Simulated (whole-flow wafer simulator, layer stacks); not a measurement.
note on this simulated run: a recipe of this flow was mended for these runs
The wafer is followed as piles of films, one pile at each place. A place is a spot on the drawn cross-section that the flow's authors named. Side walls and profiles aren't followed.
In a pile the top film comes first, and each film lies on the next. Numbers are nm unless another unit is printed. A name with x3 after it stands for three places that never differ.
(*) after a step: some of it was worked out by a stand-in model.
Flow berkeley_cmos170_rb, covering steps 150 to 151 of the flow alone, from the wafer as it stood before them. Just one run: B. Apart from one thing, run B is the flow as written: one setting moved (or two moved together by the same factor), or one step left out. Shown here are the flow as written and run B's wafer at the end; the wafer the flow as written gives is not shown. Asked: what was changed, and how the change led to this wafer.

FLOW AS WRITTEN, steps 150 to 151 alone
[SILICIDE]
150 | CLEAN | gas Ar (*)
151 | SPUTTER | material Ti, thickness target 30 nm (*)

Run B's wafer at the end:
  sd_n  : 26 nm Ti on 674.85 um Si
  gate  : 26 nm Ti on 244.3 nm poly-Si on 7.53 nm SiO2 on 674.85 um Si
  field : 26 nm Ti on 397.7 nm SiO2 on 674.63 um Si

What caused this: step 151, SPUTTER: thickness target 26 nm was run, while the flow as written has thickness target 30 nm.
One can read it off the wafer: sd_n has Ti 26, and step 151 as written asks for 30 nm.

How this came from the change, step by step:
  151 | SPUTTER | material Ti, thickness target 30 nm (*)
      field, sd_n, spacer_n, gate, spacer_p, gate_p, contact, m1: +26 Ti (new film) (it would be, as written: +30 Ti (new film))
      sd_p: +24.2 Ti (new film) (it would be, as written: +27.9 Ti (new film))
